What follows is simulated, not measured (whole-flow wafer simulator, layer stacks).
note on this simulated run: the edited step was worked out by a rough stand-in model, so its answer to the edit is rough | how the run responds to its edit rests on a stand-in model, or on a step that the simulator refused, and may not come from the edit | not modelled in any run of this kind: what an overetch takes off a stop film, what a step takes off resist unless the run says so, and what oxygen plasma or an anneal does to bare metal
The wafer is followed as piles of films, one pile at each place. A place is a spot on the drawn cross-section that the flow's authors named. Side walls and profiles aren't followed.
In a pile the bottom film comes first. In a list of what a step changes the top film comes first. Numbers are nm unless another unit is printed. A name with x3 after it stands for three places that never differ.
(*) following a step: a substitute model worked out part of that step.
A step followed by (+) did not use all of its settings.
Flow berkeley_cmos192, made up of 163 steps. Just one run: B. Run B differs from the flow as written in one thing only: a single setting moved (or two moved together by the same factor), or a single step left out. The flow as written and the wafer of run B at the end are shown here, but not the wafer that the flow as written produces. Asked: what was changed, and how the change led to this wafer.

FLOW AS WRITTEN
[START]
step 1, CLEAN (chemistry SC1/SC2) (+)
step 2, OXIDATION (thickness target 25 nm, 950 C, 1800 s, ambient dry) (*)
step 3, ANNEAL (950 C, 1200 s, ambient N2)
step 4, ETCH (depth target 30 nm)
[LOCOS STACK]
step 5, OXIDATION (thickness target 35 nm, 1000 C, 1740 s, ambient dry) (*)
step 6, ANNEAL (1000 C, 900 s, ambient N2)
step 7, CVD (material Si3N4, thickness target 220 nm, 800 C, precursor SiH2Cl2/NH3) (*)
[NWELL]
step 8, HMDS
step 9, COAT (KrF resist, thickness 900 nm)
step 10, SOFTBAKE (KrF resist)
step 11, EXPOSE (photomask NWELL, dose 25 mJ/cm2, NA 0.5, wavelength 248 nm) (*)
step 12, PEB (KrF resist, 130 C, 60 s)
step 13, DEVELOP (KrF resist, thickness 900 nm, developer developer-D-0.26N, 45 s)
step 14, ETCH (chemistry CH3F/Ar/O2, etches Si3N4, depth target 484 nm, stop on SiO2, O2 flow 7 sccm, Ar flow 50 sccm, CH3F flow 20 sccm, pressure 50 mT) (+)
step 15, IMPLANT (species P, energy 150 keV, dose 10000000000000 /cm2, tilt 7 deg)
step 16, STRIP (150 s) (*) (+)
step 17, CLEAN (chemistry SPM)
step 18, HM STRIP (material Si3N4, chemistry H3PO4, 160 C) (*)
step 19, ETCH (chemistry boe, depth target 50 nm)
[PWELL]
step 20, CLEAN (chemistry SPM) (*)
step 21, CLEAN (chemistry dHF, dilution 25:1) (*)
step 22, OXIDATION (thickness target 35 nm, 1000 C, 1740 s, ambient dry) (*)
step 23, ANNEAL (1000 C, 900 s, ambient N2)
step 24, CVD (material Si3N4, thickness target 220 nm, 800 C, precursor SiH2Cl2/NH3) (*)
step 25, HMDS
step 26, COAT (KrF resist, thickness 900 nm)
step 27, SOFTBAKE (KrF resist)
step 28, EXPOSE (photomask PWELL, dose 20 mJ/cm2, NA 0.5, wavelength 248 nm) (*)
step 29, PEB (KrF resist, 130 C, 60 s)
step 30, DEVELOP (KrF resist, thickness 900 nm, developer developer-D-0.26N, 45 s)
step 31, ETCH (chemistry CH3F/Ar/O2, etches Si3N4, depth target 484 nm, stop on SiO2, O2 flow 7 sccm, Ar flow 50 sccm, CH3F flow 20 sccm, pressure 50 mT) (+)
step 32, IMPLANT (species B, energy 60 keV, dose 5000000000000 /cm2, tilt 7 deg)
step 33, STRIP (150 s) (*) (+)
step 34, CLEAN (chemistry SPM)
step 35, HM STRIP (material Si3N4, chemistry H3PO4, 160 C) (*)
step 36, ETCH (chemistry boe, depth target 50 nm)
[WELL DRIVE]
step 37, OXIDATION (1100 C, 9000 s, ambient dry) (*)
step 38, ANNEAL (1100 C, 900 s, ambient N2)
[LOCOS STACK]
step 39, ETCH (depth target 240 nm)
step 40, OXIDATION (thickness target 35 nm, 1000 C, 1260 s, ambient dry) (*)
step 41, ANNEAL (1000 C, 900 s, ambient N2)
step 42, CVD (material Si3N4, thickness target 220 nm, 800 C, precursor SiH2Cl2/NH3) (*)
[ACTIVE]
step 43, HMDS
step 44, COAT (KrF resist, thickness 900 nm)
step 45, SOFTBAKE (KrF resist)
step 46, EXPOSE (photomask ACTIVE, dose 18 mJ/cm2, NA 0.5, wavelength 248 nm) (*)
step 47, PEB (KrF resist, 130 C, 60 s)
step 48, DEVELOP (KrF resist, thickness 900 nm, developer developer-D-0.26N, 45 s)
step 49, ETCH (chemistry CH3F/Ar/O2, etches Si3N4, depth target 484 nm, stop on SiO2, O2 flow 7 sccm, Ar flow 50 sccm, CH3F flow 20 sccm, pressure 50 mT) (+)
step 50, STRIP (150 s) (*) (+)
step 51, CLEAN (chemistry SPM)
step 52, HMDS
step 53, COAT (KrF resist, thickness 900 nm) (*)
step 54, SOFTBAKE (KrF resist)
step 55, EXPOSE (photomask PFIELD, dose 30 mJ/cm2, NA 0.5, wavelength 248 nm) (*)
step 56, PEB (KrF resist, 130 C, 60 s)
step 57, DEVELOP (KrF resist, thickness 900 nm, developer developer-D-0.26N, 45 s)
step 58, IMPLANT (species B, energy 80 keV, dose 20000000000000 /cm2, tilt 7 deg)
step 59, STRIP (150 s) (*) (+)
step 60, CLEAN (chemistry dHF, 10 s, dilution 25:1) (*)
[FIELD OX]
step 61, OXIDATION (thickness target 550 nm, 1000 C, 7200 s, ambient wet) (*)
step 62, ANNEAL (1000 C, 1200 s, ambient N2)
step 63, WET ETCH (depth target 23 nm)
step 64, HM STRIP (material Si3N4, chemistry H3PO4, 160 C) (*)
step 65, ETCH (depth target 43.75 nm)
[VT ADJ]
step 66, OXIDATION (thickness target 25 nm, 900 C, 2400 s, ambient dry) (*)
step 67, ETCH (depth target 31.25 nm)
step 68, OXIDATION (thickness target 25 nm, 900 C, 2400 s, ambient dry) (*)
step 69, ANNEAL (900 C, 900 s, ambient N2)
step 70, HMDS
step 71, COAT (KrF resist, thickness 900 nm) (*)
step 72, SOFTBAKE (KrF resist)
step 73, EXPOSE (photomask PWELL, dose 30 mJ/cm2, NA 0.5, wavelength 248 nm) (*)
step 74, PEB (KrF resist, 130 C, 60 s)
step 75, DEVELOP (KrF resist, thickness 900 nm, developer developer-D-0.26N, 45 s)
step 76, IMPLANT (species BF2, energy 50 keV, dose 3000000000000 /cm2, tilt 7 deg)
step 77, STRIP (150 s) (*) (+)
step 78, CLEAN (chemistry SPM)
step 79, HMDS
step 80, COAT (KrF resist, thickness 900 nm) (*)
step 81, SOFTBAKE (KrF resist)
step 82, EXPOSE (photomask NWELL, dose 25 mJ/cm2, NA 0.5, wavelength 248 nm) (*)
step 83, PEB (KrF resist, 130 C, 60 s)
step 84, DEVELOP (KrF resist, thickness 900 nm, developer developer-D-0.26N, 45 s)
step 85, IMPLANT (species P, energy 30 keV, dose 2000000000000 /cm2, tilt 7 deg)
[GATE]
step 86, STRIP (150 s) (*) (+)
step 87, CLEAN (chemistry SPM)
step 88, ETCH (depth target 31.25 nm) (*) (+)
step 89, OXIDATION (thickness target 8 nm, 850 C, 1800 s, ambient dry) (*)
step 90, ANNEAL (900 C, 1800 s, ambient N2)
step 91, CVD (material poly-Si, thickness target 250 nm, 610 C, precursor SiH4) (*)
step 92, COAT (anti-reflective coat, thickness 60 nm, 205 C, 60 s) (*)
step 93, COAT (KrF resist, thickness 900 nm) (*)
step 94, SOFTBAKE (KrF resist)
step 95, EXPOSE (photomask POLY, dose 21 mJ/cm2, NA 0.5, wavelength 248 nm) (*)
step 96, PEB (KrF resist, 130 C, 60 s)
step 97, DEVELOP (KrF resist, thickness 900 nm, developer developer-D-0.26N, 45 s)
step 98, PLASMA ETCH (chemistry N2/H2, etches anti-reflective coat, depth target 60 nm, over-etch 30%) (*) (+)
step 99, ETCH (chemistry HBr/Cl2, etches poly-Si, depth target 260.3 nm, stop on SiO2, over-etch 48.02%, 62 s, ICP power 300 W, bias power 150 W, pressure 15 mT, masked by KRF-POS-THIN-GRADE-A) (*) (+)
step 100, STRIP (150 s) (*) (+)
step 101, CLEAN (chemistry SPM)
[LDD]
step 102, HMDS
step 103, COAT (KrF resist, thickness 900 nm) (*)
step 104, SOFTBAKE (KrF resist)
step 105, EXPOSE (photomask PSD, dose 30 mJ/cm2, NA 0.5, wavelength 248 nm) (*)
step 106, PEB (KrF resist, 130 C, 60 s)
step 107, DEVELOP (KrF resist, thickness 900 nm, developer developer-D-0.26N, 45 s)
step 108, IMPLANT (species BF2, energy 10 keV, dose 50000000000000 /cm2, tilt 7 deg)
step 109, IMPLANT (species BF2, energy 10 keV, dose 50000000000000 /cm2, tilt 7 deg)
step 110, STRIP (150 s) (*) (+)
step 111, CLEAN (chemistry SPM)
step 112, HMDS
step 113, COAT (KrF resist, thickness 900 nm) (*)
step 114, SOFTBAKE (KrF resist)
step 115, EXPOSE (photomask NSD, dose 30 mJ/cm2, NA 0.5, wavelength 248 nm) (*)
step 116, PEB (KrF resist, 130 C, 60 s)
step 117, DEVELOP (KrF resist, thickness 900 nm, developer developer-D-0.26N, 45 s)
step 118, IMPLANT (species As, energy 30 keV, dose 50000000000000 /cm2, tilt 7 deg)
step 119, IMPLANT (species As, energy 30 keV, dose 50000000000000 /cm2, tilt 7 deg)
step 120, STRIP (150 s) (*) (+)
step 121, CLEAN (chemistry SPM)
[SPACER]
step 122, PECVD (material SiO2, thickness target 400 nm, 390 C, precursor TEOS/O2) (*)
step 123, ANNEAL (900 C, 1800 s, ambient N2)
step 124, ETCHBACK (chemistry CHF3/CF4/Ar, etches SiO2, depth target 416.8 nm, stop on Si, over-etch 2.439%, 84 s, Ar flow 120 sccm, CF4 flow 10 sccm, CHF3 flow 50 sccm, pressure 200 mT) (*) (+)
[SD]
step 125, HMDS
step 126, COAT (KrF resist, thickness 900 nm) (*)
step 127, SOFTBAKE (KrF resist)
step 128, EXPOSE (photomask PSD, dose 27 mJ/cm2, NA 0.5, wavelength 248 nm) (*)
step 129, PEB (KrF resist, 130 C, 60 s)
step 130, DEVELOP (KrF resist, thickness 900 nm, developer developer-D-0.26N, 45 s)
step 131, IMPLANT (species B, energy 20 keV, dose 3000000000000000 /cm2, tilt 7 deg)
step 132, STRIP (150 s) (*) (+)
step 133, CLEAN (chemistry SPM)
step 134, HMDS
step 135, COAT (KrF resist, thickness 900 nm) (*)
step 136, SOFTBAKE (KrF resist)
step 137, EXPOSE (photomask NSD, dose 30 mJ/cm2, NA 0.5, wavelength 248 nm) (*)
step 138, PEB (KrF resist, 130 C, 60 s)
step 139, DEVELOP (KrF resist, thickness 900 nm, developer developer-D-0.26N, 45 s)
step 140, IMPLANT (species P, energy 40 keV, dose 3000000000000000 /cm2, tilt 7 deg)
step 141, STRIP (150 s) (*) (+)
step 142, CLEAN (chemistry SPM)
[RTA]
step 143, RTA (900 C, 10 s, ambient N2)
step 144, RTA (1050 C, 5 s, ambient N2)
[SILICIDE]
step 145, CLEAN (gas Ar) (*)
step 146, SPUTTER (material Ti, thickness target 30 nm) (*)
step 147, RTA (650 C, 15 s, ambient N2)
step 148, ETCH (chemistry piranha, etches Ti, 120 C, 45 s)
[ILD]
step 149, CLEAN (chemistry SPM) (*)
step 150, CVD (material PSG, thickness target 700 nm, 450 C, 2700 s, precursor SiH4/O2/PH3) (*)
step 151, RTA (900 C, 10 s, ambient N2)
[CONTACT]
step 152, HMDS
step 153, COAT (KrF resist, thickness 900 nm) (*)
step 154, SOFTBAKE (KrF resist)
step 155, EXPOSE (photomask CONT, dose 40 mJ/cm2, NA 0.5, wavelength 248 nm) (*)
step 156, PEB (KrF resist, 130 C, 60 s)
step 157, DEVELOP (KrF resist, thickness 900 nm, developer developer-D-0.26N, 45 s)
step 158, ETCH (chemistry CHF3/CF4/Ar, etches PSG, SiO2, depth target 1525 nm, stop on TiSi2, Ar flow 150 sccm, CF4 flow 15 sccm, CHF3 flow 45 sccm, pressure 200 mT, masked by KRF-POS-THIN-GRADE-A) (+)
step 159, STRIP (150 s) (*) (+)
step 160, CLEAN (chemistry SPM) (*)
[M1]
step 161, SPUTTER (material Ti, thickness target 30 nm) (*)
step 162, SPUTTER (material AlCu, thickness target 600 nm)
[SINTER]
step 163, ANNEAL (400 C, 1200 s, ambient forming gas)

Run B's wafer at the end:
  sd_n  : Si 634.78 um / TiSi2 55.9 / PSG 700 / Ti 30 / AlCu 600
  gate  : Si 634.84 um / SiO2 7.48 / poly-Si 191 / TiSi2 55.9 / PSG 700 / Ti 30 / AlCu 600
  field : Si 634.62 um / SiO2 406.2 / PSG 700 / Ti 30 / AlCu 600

The reason: step 40, OXIDATION: 1100 C was run, while the flow as written has 1000 C.

How this came from the change, step by step:
  step 40, OXIDATION (thickness target 35 nm, 1000 C, 1260 s, ambient dry) (*)
      field, sd_n, spacer_n and 6 more: SiO2 gains 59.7 (new film), Si loses 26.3 (in the flow as written it would be: SiO2 gains 26.6 (new film), Si loses 11.7)
  step 61, OXIDATION (thickness target 550 nm, 1000 C, 7200 s, ambient wet) (*)
      gate: SiO2 gains 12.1 (new film), Si3N4 loses 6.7 (in the flow as written it would be: SiO2 gains 12.1 (new film), Si3N4 loses 6.7, SiO2 gains 0.05, Si loses 0.05)
      field: SiO2 gains 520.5, Si loses 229 (in the flow as written it would be: SiO2 gains 542.3, Si loses 238.6)
      (also at 2 further places)
  step 65, ETCH (depth target 43.75 nm)
      sd_n, spacer_n, gate, sd_p, spacer_p, gate_p, contact, m1: SiO2 loses 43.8 (in the flow as written it would be: SiO2 loses 24.6 (all of it))
  step 66, OXIDATION (thickness target 25 nm, 900 C, 2400 s, ambient dry) (*)
      spacer_n, gate, spacer_p, gate_p, contact, m1: SiO2 gains 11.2, Si loses 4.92 (in the flow as written it would be: SiO2 gains 14.9 (new film), Si loses 6.57)
      sd_n: SiO2 gains 10.4, Si loses 4.6 (in the flow as written it would be: SiO2 gains 14.9 (new film), Si loses 6.57)
      (also at 1 further place)
  step 67, ETCH (depth target 31.25 nm)
      spacer_n, gate, spacer_p, gate_p, contact, m1: SiO2 loses 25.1 (all of it) (in the flow as written it would be: SiO2 loses 14.9 (all of it))
      sd_n: SiO2 loses 28.7 (all of it) (in the flow as written it would be: SiO2 loses 14.9 (all of it))
      (also at 1 further place)
  step 92, COAT (anti-reflective coat, thickness 60 nm, 205 C, 60 s) (*)
      sd_n: anti-reflective coat gains 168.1 (new film) (in the flow as written it would be: anti-reflective coat gains 152.4 (new film))
      spacer_n: anti-reflective coat gains 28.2 (new film) (in the flow as written it would be: anti-reflective coat gains 33.8 (new film))
      (also at 6 further places)
  step 98, PLASMA ETCH (chemistry N2/H2, etches anti-reflective coat, depth target 60 nm, over-etch 30%) (*) (+)
      field: anti-reflective coat loses 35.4 (all of it), poly-Si loses 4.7 (in the flow as written it would be: anti-reflective coat loses 35.3 (all of it), poly-Si loses 4.18)
      sd_n: anti-reflective coat loses 168.1 (all of it), poly-Si loses 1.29 (in the flow as written it would be: anti-reflective coat loses 152.4 (all of it), poly-Si loses 1.17)
      (also at 5 further places)
  step 100, STRIP (150 s) (*) (+)
      gate: chemical SiO2 gains 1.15 (new film), KrF resist loses 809 (all of it), anti-reflective coat loses 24 (all of it), poly-Si loses 0.51 (in the flow as written it would be: chemical SiO2 gains 1.15 (new film), KrF resist loses 791.8 (all of it), anti-reflective coat loses 30 (all of it), poly-Si loses 0.51)
      gate_p: chemical SiO2 gains 1.15 (new film), KrF resist loses 775.9 (all of it), anti-reflective coat loses 26.8 (all of it), poly-Si loses 0.51 (in the flow as written it would be: chemical SiO2 gains 1.15 (new film), KrF resist loses 765.1 (all of it), anti-reflective coat loses 31 (all of it), poly-Si loses 0.51)
  step 147, RTA (650 C, 15 s, ambient N2)
      sd_p: Ti loses 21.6, TiSi first gains 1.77 (new film), TiSi2 C49 gains 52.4 (new film), Si loses 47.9 (in the flow as written it would be: Ti loses 21.9, TiSi first gains 2.35 (new film), TiSi2 C49 gains 52.1 (new film), Si loses 48.1)
  step 151, RTA (900 C, 10 s, ambient N2)
      sd_p: under 1 film: TiSi2 gains 51.6 (new film), TiSi first loses 1.66 (all of it), TiSi2 C49 loses 52.4 (all of it), Si loses 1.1 (in the flow as written it would be: under 1 film: TiSi2 gains 52.2 (new film), TiSi first loses 2.25 (all of it), TiSi2 C49 loses 52.1 (all of it), Si loses 1.5)
  step 162, SPUTTER (material AlCu, thickness target 600 nm)
      sd_p: AlCu gains 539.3 (new film) (in the flow as written it would be: AlCu gains 551.2 (new film))
